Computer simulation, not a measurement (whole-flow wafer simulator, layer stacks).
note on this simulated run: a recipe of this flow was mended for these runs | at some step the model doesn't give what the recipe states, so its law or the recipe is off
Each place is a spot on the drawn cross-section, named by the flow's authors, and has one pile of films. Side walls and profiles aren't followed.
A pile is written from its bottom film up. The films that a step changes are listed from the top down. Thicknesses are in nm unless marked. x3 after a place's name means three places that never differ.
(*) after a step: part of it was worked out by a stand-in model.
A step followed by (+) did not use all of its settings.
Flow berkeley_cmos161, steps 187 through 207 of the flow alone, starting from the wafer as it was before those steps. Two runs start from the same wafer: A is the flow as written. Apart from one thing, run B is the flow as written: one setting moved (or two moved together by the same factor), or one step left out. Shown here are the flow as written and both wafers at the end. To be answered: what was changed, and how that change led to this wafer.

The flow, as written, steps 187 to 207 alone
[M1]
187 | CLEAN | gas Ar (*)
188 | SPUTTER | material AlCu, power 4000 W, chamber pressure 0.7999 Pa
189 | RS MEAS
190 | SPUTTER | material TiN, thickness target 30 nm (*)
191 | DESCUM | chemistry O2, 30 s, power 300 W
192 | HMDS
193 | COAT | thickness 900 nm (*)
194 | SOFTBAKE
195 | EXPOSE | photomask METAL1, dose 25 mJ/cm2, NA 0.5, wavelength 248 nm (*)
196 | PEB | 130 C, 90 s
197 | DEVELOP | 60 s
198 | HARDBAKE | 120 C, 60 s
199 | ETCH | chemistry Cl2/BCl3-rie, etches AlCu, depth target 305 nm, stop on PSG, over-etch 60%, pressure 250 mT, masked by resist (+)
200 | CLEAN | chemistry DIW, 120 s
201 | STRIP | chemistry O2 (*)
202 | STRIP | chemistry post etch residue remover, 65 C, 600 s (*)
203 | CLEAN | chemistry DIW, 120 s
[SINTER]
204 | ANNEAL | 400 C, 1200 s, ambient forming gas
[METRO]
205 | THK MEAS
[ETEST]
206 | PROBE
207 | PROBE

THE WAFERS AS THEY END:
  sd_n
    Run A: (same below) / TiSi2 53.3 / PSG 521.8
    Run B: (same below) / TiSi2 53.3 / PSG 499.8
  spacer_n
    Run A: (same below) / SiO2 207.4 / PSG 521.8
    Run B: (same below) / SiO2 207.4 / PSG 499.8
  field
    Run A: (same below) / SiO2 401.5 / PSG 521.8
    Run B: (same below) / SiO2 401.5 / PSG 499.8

Cause: step 199, ETCH: depth target 415 nm was run, while the flow as written has depth target 305 nm.

The path from the change to this, step by step:
  199 | ETCH | chemistry Cl2/BCl3-rie, etches AlCu, depth target 305 nm, stop on PSG, over-etch 60%, pressure 250 mT, masked by resist (+)
      field, sd_n, spacer_n, gate_n, spacer_p, gate_p: A -30 TiN (all of it), -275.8 AlCu (all of it), -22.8 PSG | B -30 TiN (all of it), -275.8 AlCu (all of it), -44.8 PSG
      contact, m1: A -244 KrF-resist | B -332 KrF-resist
      (as well as at 1 more place)
  201 | STRIP | chemistry O2 (*)
      contact: A -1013 KrF-resist (all of it) | B -925 KrF-resist (all of it)
      m1: A -537.5 KrF-resist (all of it) | B -449.5 KrF-resist (all of it)
